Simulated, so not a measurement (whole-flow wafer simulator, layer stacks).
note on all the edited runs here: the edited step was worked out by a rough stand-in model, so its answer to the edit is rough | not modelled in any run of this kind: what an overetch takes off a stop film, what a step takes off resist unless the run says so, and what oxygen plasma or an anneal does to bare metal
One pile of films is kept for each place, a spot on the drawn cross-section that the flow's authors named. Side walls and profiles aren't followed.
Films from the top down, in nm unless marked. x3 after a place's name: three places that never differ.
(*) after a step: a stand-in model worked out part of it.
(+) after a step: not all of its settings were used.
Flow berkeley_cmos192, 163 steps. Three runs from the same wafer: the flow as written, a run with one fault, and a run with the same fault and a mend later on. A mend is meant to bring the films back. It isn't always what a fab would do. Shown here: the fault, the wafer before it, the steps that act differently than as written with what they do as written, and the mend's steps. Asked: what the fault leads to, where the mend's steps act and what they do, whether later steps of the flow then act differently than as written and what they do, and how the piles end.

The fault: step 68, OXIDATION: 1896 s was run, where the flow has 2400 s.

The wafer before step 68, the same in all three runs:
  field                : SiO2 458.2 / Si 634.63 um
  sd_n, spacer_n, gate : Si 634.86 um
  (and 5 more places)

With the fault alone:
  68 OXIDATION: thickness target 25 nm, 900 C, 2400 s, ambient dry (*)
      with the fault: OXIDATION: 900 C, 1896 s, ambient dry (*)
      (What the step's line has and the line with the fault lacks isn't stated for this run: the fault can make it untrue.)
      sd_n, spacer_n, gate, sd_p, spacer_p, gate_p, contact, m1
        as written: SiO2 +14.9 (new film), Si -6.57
        with the fault: SiO2 +12.9 (new film), Si -5.66
  Later steps of the flow that act differently than as written (36 more steps differ only slightly, by at most 2% or 0.5 nm, whichever is larger, and aren't shown):
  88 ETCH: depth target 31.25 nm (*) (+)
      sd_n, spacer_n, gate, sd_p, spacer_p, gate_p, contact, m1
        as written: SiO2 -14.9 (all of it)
        with the fault: SiO2 -12.9 (all of it)
  At the end the piles differ from the flow's only slightly at the places that both follow, by at most 2% or 0.5 nm, whichever is larger.

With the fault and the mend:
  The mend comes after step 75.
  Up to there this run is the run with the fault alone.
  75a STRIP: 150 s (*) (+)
      sd_p
        KrF resist -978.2 (all of it)
      spacer_p
        KrF resist -959.6 (all of it)
      gate_p
        KrF resist -958.7 (all of it)
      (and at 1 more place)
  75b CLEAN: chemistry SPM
      changes no film at any place that is followed
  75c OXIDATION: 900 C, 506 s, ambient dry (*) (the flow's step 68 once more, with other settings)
      sd_n, spacer_n, gate, sd_p, spacer_p, gate_p, contact, m1
        SiO2 +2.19, Si -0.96
      field
        SiO2 +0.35, Si -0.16
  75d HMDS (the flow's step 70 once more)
      changes no film at any place that is followed
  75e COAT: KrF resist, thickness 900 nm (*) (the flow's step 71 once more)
      field
        KrF resist +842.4 (new film)
      sd_n
        KrF resist +1013.2 (new film)
      spacer_n
        KrF resist +978.6 (new film)
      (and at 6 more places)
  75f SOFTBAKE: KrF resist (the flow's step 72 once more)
      changes no film at any place that is followed
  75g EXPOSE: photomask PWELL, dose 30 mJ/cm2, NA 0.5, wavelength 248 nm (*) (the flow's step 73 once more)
      changes no film at any place that is followed
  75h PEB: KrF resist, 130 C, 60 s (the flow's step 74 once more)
      sd_n, m1
        KrF resist -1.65
      spacer_n, gate
        KrF resist -1.58
      spacer_p, gate_p
        KrF resist -1.57
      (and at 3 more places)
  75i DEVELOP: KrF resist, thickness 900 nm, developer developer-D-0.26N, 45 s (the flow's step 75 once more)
      sd_p, spacer_p, gate_p, m1
        KrF resist -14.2
      spacer_n, gate
        KrF resist -977 (all of it)
      field
        KrF resist -841.1 (all of it)
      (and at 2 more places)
  No later step of the flow acts differently than as written, at any place that is followed, by more than 2% or 0.5 nm, whichever is larger.
  At the end the piles differ from the flow's only slightly at the places that both follow, by at most 2% or 0.5 nm, whichever is larger.
